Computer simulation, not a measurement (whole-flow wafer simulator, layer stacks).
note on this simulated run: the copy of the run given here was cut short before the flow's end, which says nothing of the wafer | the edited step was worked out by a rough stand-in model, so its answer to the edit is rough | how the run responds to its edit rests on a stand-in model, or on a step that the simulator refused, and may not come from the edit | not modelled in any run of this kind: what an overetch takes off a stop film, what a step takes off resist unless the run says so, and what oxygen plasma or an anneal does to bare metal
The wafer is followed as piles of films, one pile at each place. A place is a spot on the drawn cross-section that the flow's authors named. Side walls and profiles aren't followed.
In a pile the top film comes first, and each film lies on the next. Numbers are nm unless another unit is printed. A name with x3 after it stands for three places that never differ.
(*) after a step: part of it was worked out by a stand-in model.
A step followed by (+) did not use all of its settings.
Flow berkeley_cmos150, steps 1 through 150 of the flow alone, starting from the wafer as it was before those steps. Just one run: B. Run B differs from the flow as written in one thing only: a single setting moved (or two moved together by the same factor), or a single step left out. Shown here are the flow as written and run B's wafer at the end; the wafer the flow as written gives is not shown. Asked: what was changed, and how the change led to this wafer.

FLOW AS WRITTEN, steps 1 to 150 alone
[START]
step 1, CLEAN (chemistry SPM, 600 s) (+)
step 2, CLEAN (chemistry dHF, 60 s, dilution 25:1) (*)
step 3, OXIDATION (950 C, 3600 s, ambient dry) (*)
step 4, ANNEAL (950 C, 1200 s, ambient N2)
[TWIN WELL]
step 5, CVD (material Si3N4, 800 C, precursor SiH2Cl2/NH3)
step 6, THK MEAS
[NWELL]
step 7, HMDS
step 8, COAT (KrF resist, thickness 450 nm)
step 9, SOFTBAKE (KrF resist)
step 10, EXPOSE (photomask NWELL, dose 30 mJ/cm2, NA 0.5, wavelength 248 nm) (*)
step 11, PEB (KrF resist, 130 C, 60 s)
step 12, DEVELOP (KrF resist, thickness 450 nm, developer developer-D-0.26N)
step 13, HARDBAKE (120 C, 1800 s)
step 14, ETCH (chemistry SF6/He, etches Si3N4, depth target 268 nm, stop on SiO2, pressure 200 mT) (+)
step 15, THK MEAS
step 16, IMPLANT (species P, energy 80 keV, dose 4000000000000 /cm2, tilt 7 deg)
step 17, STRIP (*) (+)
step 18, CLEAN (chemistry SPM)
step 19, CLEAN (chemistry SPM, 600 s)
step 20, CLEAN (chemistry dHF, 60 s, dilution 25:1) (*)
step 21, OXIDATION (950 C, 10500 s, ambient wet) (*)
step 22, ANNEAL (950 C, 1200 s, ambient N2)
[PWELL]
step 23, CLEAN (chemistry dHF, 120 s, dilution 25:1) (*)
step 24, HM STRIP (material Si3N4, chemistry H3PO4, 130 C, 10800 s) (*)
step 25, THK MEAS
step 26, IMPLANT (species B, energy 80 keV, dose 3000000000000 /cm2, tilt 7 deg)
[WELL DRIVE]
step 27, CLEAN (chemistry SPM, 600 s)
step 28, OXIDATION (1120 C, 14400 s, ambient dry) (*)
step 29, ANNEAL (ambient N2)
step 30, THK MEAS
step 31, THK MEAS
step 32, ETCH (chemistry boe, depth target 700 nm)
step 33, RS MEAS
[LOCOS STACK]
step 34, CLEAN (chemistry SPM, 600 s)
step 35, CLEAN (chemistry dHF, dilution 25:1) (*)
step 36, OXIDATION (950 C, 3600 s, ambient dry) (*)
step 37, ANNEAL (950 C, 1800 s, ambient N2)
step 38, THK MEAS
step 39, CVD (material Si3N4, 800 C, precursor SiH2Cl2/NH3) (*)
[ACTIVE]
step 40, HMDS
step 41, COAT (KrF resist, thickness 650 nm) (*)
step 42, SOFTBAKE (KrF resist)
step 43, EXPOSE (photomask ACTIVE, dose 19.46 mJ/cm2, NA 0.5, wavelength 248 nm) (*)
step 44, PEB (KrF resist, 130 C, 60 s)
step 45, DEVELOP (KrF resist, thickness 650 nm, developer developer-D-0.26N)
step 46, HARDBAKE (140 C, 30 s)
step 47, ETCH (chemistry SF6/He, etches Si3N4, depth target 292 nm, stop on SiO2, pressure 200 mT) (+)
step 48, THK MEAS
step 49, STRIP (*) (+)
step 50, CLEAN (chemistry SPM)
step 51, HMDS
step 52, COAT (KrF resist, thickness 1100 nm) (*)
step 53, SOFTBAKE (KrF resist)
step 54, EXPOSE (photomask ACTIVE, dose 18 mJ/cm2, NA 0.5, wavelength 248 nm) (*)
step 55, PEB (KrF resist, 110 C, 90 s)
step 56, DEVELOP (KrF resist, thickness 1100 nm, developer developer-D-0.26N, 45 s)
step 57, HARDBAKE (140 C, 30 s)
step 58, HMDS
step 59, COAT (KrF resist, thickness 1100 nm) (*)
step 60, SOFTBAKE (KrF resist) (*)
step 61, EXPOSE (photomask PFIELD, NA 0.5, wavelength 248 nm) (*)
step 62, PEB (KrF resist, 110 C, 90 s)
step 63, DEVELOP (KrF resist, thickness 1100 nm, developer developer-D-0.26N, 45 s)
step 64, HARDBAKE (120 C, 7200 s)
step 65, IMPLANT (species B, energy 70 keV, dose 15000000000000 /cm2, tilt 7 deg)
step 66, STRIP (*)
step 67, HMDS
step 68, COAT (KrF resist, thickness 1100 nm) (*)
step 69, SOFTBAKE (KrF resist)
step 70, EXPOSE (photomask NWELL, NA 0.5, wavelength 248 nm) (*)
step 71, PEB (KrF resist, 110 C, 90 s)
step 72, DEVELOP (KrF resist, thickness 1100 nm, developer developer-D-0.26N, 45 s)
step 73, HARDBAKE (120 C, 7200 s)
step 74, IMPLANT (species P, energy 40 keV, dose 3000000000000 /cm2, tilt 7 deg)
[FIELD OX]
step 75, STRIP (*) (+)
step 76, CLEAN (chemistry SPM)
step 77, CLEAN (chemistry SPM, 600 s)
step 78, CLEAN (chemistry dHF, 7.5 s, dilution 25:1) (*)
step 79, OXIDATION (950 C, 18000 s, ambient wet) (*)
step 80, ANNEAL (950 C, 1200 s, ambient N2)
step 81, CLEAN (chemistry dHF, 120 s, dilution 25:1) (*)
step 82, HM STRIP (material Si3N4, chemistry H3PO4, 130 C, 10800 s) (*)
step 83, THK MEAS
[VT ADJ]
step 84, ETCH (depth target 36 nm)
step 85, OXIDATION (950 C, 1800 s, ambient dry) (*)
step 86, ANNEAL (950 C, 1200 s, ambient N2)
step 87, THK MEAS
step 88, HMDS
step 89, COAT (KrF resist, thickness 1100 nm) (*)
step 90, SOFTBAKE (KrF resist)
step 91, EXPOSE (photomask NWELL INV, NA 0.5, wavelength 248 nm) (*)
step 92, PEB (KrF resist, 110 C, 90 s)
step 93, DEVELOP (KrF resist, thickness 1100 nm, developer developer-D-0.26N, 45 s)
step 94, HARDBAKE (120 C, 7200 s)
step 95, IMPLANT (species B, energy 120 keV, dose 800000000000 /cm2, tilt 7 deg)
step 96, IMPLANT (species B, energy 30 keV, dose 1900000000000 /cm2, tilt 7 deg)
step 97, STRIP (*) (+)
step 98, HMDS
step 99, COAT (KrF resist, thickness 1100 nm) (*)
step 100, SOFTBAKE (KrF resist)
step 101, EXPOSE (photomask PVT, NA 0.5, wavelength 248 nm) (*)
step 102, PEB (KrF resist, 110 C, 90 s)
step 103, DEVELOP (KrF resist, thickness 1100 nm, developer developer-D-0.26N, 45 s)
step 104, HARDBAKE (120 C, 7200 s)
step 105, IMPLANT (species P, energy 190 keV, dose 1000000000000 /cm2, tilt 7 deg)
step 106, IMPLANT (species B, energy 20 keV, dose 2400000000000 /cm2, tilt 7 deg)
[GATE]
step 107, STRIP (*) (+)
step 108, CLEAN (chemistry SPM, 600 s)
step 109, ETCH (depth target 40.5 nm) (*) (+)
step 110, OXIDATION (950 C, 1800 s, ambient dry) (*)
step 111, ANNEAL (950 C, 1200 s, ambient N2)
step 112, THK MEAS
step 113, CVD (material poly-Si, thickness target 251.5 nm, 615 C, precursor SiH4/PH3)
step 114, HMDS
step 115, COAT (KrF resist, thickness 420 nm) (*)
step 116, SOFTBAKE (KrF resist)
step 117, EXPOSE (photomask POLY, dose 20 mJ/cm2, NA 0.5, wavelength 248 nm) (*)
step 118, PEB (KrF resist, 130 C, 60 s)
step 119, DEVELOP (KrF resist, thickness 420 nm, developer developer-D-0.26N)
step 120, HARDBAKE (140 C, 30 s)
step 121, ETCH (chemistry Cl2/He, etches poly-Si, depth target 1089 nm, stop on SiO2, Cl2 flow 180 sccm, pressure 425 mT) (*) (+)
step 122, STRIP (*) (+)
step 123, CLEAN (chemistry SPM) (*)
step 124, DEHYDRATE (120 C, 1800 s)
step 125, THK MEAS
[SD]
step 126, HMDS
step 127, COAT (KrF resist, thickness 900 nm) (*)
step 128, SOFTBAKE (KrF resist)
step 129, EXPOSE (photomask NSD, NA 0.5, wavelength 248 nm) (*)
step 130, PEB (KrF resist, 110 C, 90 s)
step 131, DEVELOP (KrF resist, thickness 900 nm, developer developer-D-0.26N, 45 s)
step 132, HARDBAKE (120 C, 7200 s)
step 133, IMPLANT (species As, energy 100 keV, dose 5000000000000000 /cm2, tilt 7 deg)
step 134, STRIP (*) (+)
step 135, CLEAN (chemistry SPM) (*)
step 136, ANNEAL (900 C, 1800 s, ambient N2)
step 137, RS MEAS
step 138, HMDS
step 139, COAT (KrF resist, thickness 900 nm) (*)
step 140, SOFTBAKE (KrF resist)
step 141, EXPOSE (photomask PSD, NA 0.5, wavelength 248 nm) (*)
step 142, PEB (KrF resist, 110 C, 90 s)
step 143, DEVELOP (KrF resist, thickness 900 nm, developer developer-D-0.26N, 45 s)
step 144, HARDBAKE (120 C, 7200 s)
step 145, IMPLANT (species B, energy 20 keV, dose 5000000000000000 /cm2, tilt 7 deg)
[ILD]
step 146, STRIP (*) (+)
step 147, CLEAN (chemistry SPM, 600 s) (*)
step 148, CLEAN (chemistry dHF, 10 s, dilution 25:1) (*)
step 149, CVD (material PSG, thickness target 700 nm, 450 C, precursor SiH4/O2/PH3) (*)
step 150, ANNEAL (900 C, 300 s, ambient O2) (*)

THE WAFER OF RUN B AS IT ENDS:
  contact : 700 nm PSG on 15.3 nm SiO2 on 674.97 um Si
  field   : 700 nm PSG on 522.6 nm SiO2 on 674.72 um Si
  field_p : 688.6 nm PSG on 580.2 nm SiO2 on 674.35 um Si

What caused this: step 21, OXIDATION: 1045 C was run, though the flow has 950 C.

Step by step, how the change led to this:
  step 21, OXIDATION (950 C, 10500 s, ambient wet) (*)
      field, sd_n, gate_n, contact, m1: +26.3 SiO2 (new film), -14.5 Si3N4 (it would be, as written: +7.45 SiO2 (new film), -4.11 Si3N4)
      field_p, sd_p, gate_p: +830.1 SiO2, -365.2 Si (it would be, as written: +461.2 SiO2, -202.9 Si)
  step 23, CLEAN (chemistry dHF, 120 s, dilution 25:1) (*)
      field, sd_n, gate_n, contact, m1: -23 SiO2 (it would be, as written: -7.45 SiO2 (all of it), -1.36 Si3N4)
  step 24, HM STRIP (material Si3N4, chemistry H3PO4, 130 C, 10800 s) (*)
      field, sd_n, gate_n, contact, m1: -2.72 SiO2 (it would be, as written: -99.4 Si3N4 (all of it), -1.87 SiO2)
  step 28, OXIDATION (1120 C, 14400 s, ambient dry) (*)
      field, sd_n, gate_n, contact, m1: nothing (it would be, as written: +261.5 SiO2, -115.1 Si)
      field_p, sd_p, gate_p: +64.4 SiO2, -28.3 Si (it would be, as written: +103.6 SiO2, -45.6 Si)
  step 32, ETCH (chemistry boe, depth target 700 nm)
      field_p, sd_p, gate_p: -700 SiO2 (it would be, as written: -555.5 SiO2 (all of it))
      field, sd_n, gate_n, contact, m1: -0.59 SiO2 (all of it) (it would be, as written: -291.1 SiO2 (all of it))
  step 34, CLEAN (chemistry SPM, 600 s)
      field, field_p, sd_n, gate_n, sd_p, gate_p, contact, m1: nothing (it would be, as written: +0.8 chemical SiO2 (new film), -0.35 Si)
  step 35, CLEAN (chemistry dHF, dilution 25:1) (*)
      field, field_p, sd_n, gate_n, sd_p, gate_p, contact, m1: nothing (it would be, as written: -0.8 chemical SiO2 (all of it))
  step 36, OXIDATION (950 C, 3600 s, ambient dry) (*)
      field, sd_n, gate_n, contact, m1: nothing (it would be, as written: +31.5 SiO2 (new film), -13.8 Si)
      field_p, sd_p, gate_p: +10.1 SiO2, -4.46 Si (it would be, as written: +31.5 SiO2 (new film), -13.8 Si)
  step 39, CVD (material Si3N4, 800 C, precursor SiH2Cl2/NH3) (*)
      field, sd_n, gate_n, contact, m1: +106 Si3N4 (it would be, as written: +106 Si3N4 (new film))
  step 41, COAT (KrF resist, thickness 650 nm) (*)
      field: +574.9 KrF resist (new film) (it would be, as written: +646.4 KrF resist (new film))
      field_p: +809.9 KrF resist (new film) (it would be, as written: +715.2 KrF resist (new film))
      (also at 3 further places)
  step 45, DEVELOP (KrF resist, thickness 650 nm, developer developer-D-0.26N)
      field: -574 KrF resist (all of it) (it would be, as written: -645.4 KrF resist (all of it))
      field_p: -808.6 KrF resist (all of it) (it would be, as written: -714.1 KrF resist (all of it))
  step 46, HARDBAKE (140 C, 30 s)
      sd_n: -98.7 KrF resist (it would be, as written: -102.2 KrF resist)
      sd_p: -121.9 KrF resist (it would be, as written: -112.2 KrF resist)
      (also at 1 further place)
  step 47, ETCH (chemistry SF6/He, etches Si3N4, depth target 292 nm, stop on SiO2, pressure 200 mT) (+)
      sd_n, gate_n, sd_p, gate_p, contact, m1: -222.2 KrF resist (it would be, as written: -124 KrF resist)
      field: -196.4 Si3N4 (all of it), -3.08 SiO2 (it would be, as written: -106 Si3N4 (all of it), -3.08 SiO2)
      (also at 1 further place)
  step 49, STRIP (*) (+)
      sd_n: -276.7 KrF resist (all of it) (it would be, as written: -392.4 KrF resist (all of it))
      gate_n: -295.2 KrF resist (all of it) (it would be, as written: -400.6 KrF resist (all of it))
      (also at 4 further places)
  step 52, COAT (KrF resist, thickness 1100 nm) (*)
      field_p: +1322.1 KrF resist (new film) (it would be, as written: +1219.5 KrF resist (new film))
      sd_n: +946.6 KrF resist (new film) (it would be, as written: +1019.1 KrF resist (new film))
      (also at 5 further places)
  step 55, PEB (KrF resist, 110 C, 90 s)
      field_p: -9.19 KrF resist (it would be, as written: -8.46 KrF resist)
      sd_n: -6.53 KrF resist (it would be, as written: -7.04 KrF resist)
  ... 40 further steps ...
  step 146, STRIP (*) (+)
      field: -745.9 KrF resist (all of it) (it would be, as written: -778.1 KrF resist (all of it))
      field_p: -987.2 KrF resist (all of it) (it would be, as written: -882.7 KrF resist (all of it))
      (also at 1 further place)
